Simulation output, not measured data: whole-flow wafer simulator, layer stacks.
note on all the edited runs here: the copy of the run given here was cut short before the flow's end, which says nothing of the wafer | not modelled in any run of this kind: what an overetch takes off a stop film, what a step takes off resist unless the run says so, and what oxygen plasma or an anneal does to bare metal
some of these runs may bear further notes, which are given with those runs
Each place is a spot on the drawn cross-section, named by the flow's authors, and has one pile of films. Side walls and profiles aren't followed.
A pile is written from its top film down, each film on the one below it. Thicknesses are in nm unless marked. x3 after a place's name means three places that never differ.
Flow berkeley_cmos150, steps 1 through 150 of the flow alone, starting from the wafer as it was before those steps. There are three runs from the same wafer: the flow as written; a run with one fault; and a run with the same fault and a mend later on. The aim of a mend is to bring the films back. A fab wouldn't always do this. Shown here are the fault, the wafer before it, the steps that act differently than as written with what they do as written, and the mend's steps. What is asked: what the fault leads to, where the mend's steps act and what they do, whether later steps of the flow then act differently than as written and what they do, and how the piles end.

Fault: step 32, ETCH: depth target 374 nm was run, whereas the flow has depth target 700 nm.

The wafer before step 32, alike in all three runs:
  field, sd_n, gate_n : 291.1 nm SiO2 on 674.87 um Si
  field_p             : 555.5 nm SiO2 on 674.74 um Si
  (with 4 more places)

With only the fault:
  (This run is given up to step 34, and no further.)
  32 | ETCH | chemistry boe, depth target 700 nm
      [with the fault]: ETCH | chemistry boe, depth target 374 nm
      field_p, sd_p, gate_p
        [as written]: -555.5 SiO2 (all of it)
        [with the fault]: -374 SiO2
  Steps later in the flow that act otherwise than as written:
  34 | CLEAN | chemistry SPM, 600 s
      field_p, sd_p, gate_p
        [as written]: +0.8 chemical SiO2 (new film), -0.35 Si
        [with the fault]: nothing
  After step 34, at field_p, sd_p, gate_p, the piles differ from the flow's by more than 2% or 0.5 nm, whichever is larger.
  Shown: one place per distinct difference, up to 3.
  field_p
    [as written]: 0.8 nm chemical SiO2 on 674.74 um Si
    [with the fault]: 181.5 nm SiO2 on 674.74 um Si

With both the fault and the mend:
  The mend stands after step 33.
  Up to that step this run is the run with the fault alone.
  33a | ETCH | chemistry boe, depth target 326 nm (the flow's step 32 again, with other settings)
      field_p, sd_p, gate_p
        -181.5 SiO2 (all of it)
  None of the later steps of the flow acts differently than as written at any place that is followed.
  By the end, the piles equal the flow's at every place that both follow.
